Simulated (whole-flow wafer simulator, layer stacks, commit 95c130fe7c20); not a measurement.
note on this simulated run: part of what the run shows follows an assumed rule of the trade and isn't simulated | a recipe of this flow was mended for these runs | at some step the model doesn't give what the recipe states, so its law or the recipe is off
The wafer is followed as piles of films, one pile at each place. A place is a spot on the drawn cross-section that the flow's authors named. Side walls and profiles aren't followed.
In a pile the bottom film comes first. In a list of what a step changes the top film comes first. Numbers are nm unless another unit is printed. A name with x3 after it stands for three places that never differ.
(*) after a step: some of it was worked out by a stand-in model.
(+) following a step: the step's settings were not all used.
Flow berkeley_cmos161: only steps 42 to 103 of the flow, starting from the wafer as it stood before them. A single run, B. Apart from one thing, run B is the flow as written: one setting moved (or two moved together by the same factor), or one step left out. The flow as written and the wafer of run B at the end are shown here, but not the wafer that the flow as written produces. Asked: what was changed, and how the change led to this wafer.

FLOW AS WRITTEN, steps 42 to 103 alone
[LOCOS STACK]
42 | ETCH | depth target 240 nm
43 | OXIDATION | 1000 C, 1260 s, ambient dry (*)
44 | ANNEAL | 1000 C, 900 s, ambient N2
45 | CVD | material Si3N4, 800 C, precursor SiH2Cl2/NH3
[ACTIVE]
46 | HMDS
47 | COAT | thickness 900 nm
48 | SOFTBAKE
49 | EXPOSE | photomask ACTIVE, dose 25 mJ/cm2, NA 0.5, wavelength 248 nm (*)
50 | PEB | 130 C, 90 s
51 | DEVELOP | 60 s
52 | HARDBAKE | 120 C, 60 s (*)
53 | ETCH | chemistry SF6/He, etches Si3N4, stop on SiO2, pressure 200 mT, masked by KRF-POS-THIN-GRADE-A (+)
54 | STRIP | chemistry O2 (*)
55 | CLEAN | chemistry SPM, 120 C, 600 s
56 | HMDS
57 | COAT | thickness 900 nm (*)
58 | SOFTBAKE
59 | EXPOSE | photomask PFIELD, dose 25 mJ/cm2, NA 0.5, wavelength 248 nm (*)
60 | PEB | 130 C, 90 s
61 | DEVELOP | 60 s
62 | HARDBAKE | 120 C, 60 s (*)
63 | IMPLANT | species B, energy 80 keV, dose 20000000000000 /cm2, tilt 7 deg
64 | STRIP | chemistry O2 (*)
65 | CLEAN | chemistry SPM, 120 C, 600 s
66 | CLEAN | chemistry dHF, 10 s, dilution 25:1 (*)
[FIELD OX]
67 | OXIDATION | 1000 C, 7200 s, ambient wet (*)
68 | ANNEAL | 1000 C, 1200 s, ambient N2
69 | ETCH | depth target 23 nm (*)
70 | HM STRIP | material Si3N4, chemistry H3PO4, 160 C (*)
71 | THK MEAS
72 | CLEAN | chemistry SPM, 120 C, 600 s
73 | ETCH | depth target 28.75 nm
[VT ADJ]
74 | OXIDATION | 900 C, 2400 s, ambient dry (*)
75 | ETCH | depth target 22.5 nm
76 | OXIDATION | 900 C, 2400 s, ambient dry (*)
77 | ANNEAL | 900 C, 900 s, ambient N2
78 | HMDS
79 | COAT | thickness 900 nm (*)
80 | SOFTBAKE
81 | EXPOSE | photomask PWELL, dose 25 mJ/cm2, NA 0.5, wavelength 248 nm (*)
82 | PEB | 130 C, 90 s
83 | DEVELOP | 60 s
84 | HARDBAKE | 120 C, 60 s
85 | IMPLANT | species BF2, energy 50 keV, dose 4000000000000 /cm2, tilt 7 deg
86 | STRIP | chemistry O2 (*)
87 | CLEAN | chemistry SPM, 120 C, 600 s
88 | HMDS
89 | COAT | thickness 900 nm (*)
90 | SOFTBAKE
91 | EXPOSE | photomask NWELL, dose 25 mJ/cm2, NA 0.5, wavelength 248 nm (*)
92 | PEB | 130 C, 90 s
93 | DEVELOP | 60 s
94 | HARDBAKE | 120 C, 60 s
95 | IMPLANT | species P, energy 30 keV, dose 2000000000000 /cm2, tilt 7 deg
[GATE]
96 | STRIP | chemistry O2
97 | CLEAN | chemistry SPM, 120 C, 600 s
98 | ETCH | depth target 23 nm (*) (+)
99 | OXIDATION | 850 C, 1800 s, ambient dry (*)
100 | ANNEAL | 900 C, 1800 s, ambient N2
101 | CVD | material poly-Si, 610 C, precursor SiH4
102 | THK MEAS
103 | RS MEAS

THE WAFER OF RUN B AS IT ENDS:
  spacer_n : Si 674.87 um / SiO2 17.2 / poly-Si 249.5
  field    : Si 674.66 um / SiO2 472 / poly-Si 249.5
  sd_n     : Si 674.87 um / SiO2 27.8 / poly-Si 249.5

What caused this: step 42, ETCH: depth target 132 nm was run, whereas the flow has depth target 240 nm.

How this came from the change, step by step:
  42 | ETCH | depth target 240 nm
      field, sd_n, spacer_n and 6 more: -132 SiO2 (in the flow as written it would be: -197.6 SiO2 (all of it))
  43 | OXIDATION | 1000 C, 1260 s, ambient dry (*)
      field, sd_n, spacer_n and 6 more: +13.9 SiO2, -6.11 Si (in the flow as written it would be: +26.6 SiO2 (new film), -11.7 Si)
  67 | OXIDATION | 1000 C, 7200 s, ambient wet (*)
      gate_n, gate_p, m1: +12.1 SiO2 (new film), -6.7 Si3N4, +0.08 SiO2 (in the flow as written it would be: +12.1 SiO2 (new film), -6.7 Si3N4)
      spacer_n, spacer_p: +12.1 SiO2 (new film), -6.7 Si3N4, +0.1 SiO2 (in the flow as written it would be: +12.1 SiO2 (new film), -6.7 Si3N4)
      (also at 4 further places)
  73 | ETCH | depth target 28.75 nm
      spacer_n, spacer_p, contact: -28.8 SiO2 (in the flow as written it would be: -17.9 SiO2 (all of it))
      gate_n, gate_p, m1: -28.7 SiO2 (in the flow as written it would be: -17.9 SiO2 (all of it))
      (also at 2 further places)
  74 | OXIDATION | 900 C, 2400 s, ambient dry (*)
      gate_n, gate_p, m1: +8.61 SiO2, -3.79 Si (in the flow as written it would be: +14.9 SiO2 (new film), -6.57 Si)
      spacer_n, spacer_p: +8.6 SiO2, -3.79 Si (in the flow as written it would be: +14.9 SiO2 (new film), -6.57 Si)
      (also at 3 further places)
  75 | ETCH | depth target 22.5 nm
      sd_n, spacer_n, gate_n, sd_p, spacer_p, gate_p, contact, m1: -22.5 SiO2 (in the flow as written it would be: -14.9 SiO2 (all of it))
  76 | OXIDATION | 900 C, 2400 s, ambient dry (*)
      spacer_n, gate_n, spacer_p, gate_p, m1: +7.9 SiO2, -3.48 Si (in the flow as written it would be: +14.9 SiO2 (new film), -6.57 Si)
      sd_n: +7.36 SiO2, -3.24 Si (in the flow as written it would be: +14.9 SiO2 (new film), -6.57 Si)
      (also at 2 further places)
  98 | ETCH | depth target 23 nm (*) (+)
      sd_n, spacer_n, gate_n, sd_p, spacer_p, gate_p, contact, m1: -23 SiO2 (in the flow as written it would be: -14.9 SiO2 (all of it))
  99 | OXIDATION | 850 C, 1800 s, ambient dry (*)
      spacer_n, spacer_p, contact: +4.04 SiO2, -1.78 Si (in the flow as written it would be: +7.48 SiO2 (new film), -3.29 Si)
      gate_n, gate_p, m1: +4.05 SiO2, -1.78 Si (in the flow as written it would be: +7.48 SiO2 (new film), -3.29 Si)
      (also at 2 further places)
